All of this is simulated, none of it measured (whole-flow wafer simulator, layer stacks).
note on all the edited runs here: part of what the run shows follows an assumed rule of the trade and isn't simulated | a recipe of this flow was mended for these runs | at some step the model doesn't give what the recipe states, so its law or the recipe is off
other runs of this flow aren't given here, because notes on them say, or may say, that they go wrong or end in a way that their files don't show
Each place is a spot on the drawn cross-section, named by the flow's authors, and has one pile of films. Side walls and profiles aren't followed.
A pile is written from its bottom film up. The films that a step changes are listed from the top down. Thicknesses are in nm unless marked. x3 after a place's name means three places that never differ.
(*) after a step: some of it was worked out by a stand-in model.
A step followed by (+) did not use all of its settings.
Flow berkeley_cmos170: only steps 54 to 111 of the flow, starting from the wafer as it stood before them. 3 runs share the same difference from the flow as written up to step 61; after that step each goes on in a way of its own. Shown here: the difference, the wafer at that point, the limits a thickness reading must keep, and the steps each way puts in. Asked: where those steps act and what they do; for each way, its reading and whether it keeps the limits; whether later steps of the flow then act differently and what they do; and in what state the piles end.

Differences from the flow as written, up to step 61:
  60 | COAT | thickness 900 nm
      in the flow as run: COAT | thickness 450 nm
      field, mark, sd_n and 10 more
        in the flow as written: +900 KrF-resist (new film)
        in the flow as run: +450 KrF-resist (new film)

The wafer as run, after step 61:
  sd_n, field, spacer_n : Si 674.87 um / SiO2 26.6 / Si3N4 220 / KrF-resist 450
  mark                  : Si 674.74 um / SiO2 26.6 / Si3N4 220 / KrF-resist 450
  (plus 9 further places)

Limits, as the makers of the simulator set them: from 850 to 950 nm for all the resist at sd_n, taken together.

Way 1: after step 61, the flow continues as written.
  Reading after step 61: 450 nm, not within the limits.
  Steps later in the flow that act otherwise than as written (not shown: 2 more steps that differ only slightly, by at most 2% or 0.5 nm, whichever is larger):
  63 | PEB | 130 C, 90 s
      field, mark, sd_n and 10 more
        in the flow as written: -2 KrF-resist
        going this way: -0.89 KrF-resist
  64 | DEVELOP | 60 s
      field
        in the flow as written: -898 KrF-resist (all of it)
        going this way: -449.1 KrF-resist (all of it)
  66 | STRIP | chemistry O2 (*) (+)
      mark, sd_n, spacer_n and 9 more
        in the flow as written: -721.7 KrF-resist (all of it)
        going this way: -272.8 KrF-resist (all of it)
  By the end, the piles equal the flow's at every place that both follow.

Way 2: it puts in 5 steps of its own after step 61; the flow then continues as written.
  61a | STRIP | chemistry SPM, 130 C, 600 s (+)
      field, mark, sd_n and 10 more
        -450 KrF-resist (all of it)
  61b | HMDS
      alters no film at any place that is followed
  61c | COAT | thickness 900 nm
      field, mark, sd_n and 10 more
        +900 KrF-resist (new film)
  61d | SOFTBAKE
      alters no film at any place that is followed
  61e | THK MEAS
      alters no film at any place that is followed
  Reading after step 61e: 900 nm, inside the limits.
  Every later step of the flow that is run acts as written at every place that is followed.
  By the end, the piles equal the flow's at every place that both follow.

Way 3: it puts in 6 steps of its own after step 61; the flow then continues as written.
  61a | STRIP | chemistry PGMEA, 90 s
      field, mark, sd_n and 10 more
        -450 KrF-resist (all of it)
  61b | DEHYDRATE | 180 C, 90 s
      alters no film at any place that is followed
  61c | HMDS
      alters no film at any place that is followed
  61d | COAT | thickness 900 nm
      field, mark, sd_n and 10 more
        +900 KrF-resist (new film)
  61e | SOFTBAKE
      alters no film at any place that is followed
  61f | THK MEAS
      alters no film at any place that is followed
  Reading after step 61f: 900 nm, inside the limits.
  Every later step of the flow that is run acts as written at every place that is followed.
  By the end, the piles equal the flow's at every place that both follow.

Inside the limits: way 2, way 3. Outside the limits: way 1.
